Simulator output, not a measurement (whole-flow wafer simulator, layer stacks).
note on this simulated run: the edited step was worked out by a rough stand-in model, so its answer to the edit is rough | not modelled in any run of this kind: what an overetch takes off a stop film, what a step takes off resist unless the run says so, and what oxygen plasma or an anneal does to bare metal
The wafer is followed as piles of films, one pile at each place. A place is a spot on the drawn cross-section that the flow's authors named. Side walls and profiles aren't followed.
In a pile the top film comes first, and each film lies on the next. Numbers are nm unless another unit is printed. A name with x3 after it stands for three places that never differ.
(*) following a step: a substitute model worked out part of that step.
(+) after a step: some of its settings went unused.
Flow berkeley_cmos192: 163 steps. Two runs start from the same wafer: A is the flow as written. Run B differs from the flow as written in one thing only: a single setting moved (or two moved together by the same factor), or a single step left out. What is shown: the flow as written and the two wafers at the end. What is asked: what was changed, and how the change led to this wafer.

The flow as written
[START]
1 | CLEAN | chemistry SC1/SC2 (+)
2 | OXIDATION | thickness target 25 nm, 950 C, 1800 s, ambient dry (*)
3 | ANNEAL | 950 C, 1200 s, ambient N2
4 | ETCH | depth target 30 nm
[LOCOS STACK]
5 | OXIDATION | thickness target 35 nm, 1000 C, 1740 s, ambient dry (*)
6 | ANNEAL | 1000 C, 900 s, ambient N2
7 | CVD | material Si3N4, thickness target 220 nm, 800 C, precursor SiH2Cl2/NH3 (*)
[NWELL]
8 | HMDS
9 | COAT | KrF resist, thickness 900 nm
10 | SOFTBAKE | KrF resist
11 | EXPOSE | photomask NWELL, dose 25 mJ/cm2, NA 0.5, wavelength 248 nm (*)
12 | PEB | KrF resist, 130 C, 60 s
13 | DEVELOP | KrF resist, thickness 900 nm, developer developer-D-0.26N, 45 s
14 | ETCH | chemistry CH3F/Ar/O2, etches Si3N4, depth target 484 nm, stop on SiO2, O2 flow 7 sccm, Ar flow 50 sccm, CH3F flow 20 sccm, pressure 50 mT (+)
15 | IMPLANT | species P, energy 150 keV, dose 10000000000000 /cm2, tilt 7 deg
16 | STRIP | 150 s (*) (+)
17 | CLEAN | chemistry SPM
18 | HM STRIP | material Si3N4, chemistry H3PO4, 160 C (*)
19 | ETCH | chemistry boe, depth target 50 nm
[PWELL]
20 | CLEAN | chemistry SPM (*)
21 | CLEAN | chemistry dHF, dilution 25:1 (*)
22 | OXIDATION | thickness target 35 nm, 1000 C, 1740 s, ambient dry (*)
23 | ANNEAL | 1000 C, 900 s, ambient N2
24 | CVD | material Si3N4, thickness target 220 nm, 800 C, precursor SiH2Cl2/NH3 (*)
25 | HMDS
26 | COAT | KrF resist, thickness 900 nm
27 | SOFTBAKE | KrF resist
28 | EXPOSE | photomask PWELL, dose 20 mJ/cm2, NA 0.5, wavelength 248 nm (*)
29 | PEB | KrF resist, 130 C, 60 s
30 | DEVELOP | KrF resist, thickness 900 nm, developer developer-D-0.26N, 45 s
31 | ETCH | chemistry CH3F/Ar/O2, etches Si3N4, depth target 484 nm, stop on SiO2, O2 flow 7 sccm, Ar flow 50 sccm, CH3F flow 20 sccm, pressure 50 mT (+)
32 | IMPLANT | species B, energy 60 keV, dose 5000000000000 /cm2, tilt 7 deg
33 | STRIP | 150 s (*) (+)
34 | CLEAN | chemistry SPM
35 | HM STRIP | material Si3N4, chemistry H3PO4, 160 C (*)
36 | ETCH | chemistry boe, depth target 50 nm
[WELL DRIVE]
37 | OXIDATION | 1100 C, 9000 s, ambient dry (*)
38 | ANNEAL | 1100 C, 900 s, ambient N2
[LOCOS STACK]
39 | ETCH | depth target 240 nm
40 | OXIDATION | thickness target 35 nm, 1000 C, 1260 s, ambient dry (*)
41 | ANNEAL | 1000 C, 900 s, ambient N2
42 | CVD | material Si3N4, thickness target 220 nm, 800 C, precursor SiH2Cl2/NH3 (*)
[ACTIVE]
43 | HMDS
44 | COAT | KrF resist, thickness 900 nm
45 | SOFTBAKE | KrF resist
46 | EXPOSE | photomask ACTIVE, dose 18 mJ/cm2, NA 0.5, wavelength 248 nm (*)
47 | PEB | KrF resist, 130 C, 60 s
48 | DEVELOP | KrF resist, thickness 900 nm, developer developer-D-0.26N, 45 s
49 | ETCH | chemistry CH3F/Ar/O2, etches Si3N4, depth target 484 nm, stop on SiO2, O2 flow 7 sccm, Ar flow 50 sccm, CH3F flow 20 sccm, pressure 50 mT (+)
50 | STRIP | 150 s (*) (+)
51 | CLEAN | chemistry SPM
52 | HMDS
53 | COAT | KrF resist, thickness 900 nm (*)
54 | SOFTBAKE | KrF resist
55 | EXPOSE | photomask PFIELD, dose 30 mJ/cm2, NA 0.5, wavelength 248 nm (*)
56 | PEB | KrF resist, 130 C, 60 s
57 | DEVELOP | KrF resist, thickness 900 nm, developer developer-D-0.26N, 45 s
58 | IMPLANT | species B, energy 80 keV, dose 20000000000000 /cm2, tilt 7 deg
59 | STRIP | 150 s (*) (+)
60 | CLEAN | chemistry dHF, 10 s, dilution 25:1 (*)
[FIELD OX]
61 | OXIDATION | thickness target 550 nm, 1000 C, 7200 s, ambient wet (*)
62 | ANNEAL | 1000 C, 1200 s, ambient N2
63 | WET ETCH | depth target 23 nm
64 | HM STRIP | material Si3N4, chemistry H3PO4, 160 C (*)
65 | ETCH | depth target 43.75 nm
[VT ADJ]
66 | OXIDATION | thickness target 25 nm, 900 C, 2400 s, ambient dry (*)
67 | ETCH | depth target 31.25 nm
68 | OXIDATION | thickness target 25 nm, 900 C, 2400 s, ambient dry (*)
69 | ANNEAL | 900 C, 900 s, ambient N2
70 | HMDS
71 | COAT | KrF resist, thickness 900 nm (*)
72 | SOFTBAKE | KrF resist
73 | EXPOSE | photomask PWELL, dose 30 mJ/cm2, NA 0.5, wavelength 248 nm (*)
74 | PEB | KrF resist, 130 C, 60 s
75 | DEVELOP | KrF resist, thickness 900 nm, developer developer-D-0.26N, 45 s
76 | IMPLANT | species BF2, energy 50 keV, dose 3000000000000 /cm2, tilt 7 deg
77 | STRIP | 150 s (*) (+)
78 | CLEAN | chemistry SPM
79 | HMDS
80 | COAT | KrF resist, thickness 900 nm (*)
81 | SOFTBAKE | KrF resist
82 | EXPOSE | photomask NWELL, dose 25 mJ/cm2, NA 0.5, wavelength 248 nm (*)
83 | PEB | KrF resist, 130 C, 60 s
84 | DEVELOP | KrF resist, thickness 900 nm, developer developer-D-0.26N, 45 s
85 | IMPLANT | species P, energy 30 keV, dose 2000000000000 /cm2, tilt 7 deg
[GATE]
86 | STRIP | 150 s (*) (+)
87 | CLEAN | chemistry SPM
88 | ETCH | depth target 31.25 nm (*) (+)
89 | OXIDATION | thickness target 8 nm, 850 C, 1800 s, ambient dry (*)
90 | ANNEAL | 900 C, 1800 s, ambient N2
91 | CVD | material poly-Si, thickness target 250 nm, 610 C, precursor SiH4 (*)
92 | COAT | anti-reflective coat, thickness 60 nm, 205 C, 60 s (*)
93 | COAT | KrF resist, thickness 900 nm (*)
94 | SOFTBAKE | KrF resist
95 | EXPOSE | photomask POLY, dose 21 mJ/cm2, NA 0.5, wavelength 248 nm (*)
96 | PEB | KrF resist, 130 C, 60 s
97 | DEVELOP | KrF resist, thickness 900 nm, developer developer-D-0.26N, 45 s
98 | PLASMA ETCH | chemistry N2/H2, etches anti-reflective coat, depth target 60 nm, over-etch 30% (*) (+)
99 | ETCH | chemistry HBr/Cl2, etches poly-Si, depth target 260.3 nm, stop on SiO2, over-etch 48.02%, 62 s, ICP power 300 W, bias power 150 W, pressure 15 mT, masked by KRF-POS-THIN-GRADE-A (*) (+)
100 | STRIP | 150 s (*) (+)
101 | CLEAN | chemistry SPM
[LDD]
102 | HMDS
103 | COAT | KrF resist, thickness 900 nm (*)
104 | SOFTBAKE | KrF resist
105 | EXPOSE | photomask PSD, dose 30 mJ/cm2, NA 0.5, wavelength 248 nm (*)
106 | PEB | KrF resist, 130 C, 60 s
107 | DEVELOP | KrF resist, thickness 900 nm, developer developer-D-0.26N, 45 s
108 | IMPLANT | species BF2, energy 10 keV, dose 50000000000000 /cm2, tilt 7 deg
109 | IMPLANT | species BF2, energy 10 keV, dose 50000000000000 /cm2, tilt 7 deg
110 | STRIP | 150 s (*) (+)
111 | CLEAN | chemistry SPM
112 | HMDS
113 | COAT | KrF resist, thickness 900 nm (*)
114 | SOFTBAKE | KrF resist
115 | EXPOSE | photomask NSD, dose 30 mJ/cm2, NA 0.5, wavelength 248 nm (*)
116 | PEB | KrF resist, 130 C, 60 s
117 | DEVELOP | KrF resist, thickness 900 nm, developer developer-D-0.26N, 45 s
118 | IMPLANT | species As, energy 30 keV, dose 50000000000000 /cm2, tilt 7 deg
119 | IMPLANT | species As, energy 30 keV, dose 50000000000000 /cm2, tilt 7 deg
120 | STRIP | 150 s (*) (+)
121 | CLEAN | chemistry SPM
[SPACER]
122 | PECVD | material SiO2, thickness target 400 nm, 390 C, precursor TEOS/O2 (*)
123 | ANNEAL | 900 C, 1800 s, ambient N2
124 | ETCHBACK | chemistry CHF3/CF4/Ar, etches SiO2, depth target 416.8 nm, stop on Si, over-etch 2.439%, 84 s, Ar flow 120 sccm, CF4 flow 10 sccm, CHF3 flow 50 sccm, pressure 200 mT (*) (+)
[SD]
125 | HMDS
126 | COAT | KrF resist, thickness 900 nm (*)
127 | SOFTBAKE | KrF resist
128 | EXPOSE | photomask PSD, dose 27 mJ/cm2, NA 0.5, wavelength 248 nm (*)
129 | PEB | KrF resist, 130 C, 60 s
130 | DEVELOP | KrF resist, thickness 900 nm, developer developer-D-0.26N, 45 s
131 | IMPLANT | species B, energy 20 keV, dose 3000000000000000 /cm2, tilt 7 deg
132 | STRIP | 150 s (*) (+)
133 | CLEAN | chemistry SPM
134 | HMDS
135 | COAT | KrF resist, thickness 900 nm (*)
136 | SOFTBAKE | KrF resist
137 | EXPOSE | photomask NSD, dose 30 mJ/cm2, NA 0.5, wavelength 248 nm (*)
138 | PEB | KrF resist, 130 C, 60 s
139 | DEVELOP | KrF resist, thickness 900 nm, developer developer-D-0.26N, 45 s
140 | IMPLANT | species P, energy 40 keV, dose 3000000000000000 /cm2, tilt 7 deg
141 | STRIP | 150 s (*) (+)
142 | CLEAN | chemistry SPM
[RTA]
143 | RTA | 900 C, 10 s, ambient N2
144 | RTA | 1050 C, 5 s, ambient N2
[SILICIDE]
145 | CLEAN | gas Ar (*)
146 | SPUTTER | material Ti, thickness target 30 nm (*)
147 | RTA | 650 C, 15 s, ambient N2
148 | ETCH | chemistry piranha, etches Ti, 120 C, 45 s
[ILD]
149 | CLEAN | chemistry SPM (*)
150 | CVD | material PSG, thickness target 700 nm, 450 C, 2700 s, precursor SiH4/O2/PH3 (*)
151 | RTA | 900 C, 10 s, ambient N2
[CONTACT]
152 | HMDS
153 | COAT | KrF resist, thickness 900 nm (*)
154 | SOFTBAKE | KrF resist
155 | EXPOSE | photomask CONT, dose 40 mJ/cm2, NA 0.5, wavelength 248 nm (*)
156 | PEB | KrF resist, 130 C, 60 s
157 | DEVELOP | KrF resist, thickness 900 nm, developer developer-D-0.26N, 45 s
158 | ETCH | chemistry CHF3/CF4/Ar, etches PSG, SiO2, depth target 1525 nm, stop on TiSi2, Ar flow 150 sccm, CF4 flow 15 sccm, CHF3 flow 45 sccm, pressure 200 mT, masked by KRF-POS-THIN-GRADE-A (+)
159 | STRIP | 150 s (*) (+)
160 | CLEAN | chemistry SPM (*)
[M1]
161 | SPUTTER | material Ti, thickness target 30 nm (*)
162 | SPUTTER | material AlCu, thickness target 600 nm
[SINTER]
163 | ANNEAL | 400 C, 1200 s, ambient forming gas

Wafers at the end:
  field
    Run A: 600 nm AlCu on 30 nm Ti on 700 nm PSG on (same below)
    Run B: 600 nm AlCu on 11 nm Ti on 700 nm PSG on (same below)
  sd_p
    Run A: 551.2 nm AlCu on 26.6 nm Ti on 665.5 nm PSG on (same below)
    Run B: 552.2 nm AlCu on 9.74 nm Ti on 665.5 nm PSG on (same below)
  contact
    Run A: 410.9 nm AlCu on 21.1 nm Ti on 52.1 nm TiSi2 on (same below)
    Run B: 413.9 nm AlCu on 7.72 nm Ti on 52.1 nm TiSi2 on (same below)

What caused this: step 161, SPUTTER: thickness target 10.98 nm was run, though the flow has thickness target 30 nm.
The wafer lets one read it off: field has Ti 11, and step 161 as written asks for 30 nm.

Step by step, how the change led to this:
  161 | SPUTTER | material Ti, thickness target 30 nm (*)
      field, sd_n, spacer_n, gate, spacer_p, gate_p, m1: A +30 Ti (new film) | B +11 Ti (new film)
      sd_p: A +26.6 Ti (new film) | B +9.74 Ti (new film)
      (also at 1 further place)
